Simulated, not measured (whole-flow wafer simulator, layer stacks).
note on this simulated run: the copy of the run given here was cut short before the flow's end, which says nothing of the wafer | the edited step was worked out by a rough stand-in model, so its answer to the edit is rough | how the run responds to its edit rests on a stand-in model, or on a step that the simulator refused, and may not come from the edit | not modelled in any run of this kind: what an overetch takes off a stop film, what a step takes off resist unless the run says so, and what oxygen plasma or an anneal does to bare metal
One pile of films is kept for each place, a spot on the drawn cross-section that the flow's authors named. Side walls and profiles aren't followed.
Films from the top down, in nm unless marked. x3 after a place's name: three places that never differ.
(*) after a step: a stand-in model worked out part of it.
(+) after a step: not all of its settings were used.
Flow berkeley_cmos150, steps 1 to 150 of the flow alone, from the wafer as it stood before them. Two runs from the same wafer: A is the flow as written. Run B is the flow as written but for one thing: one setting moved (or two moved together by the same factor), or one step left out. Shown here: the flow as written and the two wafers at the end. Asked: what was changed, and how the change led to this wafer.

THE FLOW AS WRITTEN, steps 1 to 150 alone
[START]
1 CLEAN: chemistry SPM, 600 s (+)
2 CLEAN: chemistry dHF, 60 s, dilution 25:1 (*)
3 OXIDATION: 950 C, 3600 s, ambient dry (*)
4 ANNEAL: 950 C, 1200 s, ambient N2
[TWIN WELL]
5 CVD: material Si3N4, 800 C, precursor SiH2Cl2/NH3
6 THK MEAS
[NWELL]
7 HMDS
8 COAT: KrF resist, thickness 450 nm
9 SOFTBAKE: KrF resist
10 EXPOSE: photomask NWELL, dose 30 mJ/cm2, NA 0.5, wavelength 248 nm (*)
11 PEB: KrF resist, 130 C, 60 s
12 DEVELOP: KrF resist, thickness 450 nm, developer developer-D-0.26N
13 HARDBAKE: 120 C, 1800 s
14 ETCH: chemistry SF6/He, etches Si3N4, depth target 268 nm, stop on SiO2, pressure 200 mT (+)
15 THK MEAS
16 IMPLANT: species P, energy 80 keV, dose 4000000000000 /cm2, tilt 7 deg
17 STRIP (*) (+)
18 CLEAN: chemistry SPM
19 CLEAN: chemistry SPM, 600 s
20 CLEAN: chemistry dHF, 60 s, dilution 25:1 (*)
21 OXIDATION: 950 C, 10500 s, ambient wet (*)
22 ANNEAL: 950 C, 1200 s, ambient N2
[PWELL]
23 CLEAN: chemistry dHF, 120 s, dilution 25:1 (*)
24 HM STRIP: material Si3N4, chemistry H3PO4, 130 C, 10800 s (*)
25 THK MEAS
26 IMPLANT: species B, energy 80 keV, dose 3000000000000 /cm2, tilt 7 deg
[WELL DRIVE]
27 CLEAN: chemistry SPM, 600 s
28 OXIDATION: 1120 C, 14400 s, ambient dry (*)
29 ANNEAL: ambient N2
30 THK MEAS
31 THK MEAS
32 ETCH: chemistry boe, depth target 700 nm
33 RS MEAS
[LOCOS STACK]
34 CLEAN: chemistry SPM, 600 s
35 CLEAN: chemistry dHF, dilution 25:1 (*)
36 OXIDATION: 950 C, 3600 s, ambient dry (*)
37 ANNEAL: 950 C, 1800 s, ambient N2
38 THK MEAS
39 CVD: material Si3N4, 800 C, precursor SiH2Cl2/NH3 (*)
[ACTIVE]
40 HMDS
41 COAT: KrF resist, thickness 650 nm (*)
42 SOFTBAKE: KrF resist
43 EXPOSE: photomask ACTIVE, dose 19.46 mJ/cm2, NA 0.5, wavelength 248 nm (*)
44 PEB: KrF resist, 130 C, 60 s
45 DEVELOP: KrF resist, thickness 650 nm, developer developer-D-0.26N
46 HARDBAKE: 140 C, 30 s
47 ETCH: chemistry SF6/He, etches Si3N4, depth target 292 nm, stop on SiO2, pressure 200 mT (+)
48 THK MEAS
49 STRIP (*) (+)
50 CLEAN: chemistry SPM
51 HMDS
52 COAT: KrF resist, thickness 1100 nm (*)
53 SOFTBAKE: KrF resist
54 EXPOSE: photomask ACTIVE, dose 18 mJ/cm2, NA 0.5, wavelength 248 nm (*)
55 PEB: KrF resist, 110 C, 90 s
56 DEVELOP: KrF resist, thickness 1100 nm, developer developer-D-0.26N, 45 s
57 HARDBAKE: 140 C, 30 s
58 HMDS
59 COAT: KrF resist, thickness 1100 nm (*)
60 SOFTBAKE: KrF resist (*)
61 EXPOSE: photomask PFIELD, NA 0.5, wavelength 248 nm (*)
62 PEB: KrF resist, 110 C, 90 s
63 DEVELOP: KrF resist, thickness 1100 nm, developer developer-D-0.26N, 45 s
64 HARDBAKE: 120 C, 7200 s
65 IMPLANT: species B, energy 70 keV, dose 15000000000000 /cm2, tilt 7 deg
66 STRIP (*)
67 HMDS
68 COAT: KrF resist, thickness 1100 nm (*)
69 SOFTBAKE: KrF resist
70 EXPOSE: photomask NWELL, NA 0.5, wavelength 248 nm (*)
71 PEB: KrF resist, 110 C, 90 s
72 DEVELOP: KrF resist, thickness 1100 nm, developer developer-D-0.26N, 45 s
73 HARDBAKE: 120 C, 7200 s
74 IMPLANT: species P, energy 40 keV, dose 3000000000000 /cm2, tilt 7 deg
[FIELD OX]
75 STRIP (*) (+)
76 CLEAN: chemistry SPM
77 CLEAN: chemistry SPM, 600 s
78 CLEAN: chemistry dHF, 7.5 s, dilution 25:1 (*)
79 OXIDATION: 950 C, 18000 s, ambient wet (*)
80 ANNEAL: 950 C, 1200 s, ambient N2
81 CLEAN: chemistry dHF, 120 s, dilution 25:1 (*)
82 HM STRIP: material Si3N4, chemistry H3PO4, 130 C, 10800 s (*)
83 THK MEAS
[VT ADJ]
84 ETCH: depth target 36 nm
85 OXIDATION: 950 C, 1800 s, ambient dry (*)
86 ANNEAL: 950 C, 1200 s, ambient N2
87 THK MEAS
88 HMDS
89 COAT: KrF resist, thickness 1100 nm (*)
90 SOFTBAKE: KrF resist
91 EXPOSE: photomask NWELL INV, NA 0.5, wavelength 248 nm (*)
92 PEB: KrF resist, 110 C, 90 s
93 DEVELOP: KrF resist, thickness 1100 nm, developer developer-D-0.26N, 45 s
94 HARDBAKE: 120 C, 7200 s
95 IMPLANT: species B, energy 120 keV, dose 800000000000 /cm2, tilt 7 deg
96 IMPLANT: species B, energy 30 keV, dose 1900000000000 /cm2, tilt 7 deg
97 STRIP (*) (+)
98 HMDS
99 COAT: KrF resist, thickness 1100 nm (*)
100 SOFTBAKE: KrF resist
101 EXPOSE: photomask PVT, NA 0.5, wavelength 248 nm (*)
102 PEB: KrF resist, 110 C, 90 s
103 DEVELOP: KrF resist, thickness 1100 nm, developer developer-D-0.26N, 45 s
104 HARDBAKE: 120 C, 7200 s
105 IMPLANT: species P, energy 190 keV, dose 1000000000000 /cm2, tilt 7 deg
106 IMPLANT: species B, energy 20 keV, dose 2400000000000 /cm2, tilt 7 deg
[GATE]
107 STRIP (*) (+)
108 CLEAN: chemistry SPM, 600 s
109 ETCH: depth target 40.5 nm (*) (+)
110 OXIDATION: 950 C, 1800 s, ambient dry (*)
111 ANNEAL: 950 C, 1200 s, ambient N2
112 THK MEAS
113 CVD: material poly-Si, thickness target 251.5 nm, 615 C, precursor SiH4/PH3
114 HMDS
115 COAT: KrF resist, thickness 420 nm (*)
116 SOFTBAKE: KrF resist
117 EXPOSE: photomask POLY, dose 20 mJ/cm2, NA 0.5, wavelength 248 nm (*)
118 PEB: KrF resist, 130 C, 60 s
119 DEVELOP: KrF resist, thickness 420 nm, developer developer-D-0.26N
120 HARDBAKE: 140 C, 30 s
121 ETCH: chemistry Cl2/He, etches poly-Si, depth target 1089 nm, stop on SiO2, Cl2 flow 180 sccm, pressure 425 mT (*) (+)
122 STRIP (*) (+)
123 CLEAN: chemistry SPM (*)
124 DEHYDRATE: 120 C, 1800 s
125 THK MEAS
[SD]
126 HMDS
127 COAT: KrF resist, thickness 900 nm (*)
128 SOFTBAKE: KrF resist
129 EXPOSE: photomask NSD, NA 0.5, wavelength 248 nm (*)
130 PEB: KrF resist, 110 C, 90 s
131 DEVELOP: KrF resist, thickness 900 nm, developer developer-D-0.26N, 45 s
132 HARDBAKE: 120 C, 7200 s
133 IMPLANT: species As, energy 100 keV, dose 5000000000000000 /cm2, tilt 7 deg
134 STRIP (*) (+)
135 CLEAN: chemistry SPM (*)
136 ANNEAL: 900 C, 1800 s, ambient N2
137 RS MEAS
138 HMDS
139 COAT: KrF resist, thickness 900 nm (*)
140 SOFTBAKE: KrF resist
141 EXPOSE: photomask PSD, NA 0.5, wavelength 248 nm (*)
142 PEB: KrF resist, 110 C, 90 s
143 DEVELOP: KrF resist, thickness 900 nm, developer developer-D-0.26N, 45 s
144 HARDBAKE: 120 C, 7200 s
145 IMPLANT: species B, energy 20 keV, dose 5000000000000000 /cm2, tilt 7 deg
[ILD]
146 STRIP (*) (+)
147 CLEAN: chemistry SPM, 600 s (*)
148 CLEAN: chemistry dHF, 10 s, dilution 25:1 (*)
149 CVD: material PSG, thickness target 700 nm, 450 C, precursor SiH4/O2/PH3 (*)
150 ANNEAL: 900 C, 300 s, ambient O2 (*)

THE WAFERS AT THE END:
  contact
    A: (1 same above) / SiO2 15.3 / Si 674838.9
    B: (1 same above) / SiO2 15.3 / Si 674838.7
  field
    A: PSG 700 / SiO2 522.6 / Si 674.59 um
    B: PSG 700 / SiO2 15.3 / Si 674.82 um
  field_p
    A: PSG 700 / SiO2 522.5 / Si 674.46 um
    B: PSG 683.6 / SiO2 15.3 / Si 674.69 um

The cause: step 79, OXIDATION: 760 C was run, where the flow has 950 C.

How the change led to this, step by step:
  79 OXIDATION: 950 C, 18000 s, ambient wet (*)
      gate_n, gate_p: A SiO2 +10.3 (new film), Si3N4 -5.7 | B SiO2 +0.23 (new film), Si3N4 -0.12, SiO2 +0.4, Si -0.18
      contact: A SiO2 +10.3 (new film), Si3N4 -5.7 | B SiO2 +0.23 (new film), Si3N4 -0.12, SiO2 +0.41, Si -0.18
      (and at 5 more places)
  81 CLEAN: chemistry dHF, 120 s, dilution 25:1 (*)
      sd_n, gate_n, sd_p, gate_p, contact, m1: A SiO2 -10.3 (all of it), Si3N4 -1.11 | B SiO2 -0.23 (all of it), Si3N4 -2
  82 HM STRIP: material Si3N4, chemistry H3PO4, 130 C, 10800 s (*)
      sd_n, gate_n, contact, m1: A Si3N4 -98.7 (all of it), SiO2 -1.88 | B Si3N4 -103.4 (all of it), SiO2 -1.84
      sd_p, gate_p: A Si3N4 -98.6 (all of it), SiO2 -1.88 | B Si3N4 -103.3 (all of it), SiO2 -1.84
  84 ETCH: depth target 36 nm
      sd_n: A SiO2 -36 | B SiO2 -35.5 (all of it)
  85 OXIDATION: 950 C, 1800 s, ambient dry (*)
      sd_n: A SiO2 +12.2, Si -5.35 | B SiO2 +20.4 (new film), Si -8.98
      field: A SiO2 +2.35, Si -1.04 | B SiO2 +13.1, Si -5.78
      (and at 1 more place)
  89 COAT: KrF resist, thickness 1100 nm (*)
      field: A KrF resist +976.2 (new film) | B KrF resist +1074.2 (new film)
      field_p: A KrF resist +1087.8 (new film) | B KrF resist +1186.8 (new film)
      (and at 6 more places)
  92 PEB: KrF resist, 110 C, 90 s
      field: A KrF resist -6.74 | B KrF resist -7.44
      field_p: A KrF resist -7.53 | B KrF resist -8.23
      (and at 6 more places)
  93 DEVELOP: KrF resist, thickness 1100 nm, developer developer-D-0.26N, 45 s
      field: A KrF resist -969.5 (all of it) | B KrF resist -1066.7 (all of it)
      sd_n: A KrF resist -1234.3 (all of it) | B KrF resist -1069.6 (all of it)
      (and at 2 more places)
  94 HARDBAKE: 120 C, 7200 s
      field_p: A KrF resist -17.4 | B KrF resist -19.1
      sd_p: A KrF resist -21.4 | B KrF resist -18.6
      (and at 2 more places)
  97 STRIP (*) (+)
      field_p: A KrF resist -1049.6 (all of it) | B KrF resist -1146.2 (all of it)
      sd_p: A KrF resist -1273.5 (all of it) | B KrF resist -1121.4 (all of it)
      (and at 2 more places)
  99 COAT: KrF resist, thickness 1100 nm (*)
      field: A KrF resist +976.2 (new film) | B KrF resist +1074.2 (new film)
      field_p: A KrF resist +1087.8 (new film) | B KrF resist +1186.8 (new film)
      (and at 6 more places)
  102 PEB: KrF resist, 110 C, 90 s
      field: A KrF resist -6.74 | B KrF resist -7.44
      field_p: A KrF resist -7.53 | B KrF resist -8.23
      (and at 6 more places)
  103 DEVELOP: KrF resist, thickness 1100 nm, developer developer-D-0.26N, 45 s
      sd_p: A KrF resist -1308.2 (all of it) | B KrF resist -1153.2 (all of it)
      gate_p: A KrF resist -1282.6 (all of it) | B KrF resist -1150.9 (all of it)
  104 HARDBAKE: 120 C, 7200 s
      field: A KrF resist -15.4 | B KrF resist -17.2
      field_p: A KrF resist -17.4 | B KrF resist -19.1
      (and at 4 more places)
  107 STRIP (*) (+)
      field: A KrF resist -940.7 (all of it) | B KrF resist -1036.3 (all of it)
      field_p: A KrF resist -1049.6 (all of it) | B KrF resist -1146.2 (all of it)
      (and at 4 more places)
  109 ETCH: depth target 40.5 nm (*) (+)
      field, field_p: A SiO2 -40.5 | B SiO2 -25.6 (all of it)
      sd_n: A SiO2 -40.4 (all of it) | B SiO2 -20.4 (all of it)
  ... 15 more steps ...
  149 CVD: material PSG, thickness target 700 nm, 450 C, precursor SiH4/O2/PH3 (*)
      field_p: A PSG +700 (new film) | B PSG +683.6 (new film)
      sd_p: A PSG +639.5 (new film) | B PSG +685 (new film)
